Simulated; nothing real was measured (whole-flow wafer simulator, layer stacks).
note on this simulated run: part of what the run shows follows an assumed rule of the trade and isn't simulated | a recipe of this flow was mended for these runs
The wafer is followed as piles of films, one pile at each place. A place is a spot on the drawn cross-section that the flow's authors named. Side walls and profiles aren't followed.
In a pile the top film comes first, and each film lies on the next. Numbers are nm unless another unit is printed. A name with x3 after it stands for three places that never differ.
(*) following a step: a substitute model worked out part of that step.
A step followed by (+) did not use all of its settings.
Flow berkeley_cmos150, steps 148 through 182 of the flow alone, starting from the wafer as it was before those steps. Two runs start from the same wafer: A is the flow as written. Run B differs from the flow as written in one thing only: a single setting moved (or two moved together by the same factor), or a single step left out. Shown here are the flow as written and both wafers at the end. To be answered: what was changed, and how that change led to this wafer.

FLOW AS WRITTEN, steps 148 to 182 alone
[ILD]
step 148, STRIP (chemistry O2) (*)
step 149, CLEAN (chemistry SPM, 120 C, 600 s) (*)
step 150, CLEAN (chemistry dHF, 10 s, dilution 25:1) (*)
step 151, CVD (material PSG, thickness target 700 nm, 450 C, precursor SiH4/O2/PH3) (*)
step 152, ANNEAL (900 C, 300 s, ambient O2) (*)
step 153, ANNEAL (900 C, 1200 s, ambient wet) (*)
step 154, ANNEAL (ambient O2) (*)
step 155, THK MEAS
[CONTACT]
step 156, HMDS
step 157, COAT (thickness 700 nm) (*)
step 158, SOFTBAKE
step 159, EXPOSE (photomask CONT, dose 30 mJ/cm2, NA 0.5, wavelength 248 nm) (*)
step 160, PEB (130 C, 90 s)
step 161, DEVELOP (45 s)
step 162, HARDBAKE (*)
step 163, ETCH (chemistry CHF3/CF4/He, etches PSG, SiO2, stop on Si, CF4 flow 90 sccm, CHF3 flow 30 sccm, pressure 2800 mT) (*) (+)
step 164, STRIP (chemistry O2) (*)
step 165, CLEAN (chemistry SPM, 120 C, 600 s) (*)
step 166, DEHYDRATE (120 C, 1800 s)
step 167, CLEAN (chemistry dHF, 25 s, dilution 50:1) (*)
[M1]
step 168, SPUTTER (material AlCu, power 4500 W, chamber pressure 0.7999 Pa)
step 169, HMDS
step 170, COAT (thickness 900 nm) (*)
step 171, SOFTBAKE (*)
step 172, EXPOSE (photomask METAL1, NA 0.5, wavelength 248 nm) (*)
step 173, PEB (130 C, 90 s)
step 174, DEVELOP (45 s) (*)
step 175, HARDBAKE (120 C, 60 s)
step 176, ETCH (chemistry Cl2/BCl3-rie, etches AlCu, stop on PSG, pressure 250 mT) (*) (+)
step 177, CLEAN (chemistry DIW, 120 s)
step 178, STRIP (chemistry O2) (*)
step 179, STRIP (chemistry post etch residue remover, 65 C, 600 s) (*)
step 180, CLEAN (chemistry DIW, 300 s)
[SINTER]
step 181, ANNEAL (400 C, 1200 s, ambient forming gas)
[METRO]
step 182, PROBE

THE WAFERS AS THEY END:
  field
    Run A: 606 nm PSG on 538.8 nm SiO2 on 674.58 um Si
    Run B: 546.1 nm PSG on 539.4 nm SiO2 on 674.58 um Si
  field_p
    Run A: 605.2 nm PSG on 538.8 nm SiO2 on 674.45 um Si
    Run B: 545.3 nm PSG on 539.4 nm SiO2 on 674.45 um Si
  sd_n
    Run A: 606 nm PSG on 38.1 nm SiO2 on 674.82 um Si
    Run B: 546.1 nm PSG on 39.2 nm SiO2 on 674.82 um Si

Cause: step 151, CVD: thickness target 637 nm was run, though the flow has thickness target 700 nm.

The path from the change to this, step by step:
  step 151, CVD (material PSG, thickness target 700 nm, 450 C, precursor SiH4/O2/PH3) (*)
      field, field_p, sd_n, gate_n, gate_p, contact, m1: A +700 PSG (new film) | B +637 PSG (new film)
      sd_p: A +639.5 PSG (new film) | B +583.6 PSG (new film)
  step 153, ANNEAL (900 C, 1200 s, ambient wet) (*)
      sd_n, contact, m1: A -35 PSG, +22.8 SiO2, -10 Si | B -31.9 PSG, +23.9 SiO2, -10.5 Si
      field, field_p: A -35 PSG, +16.3 SiO2, -7.15 Si | B -31.9 PSG, +16.8 SiO2, -7.4 Si
      (and at 3 other places as well)
  step 163, ETCH (chemistry CHF3/CF4/He, etches PSG, SiO2, stop on Si, CF4 flow 90 sccm, CHF3 flow 30 sccm, pressure 2800 mT) (*) (+)
      field, field_p, sd_n, gate_n, sd_p, gate_p, m1: A -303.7 KrF-resist | B -282.7 KrF-resist
      contact: A -665 PSG (all of it), -38.1 SiO2 (all of it), -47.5 Si | B -605.1 PSG (all of it), -39.2 SiO2 (all of it), -47.5 Si
  step 164, STRIP (chemistry O2) (*)
      field: A -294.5 KrF-resist (all of it) | B -314.9 KrF-resist (all of it)
      field_p: A -397.1 KrF-resist (all of it) | B -416.6 KrF-resist (all of it)
      (and at 4 other places as well)
  step 168, SPUTTER (material AlCu, power 4500 W, chamber pressure 0.7999 Pa)
      contact: A +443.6 AlCu (new film) | B +457.8 AlCu (new film)
  step 170, COAT (thickness 900 nm) (*)
      contact: A +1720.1 thick-KrF-resist (new film) | B +1665 thick-KrF-resist (new film)
  step 175, HARDBAKE (120 C, 60 s)
      contact: A -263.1 thick-KrF-resist | B -254.6 thick-KrF-resist
  step 178, STRIP (chemistry O2) (*)
      contact: A -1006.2 thick-KrF-resist (all of it) | B -959.6 thick-KrF-resist (all of it)
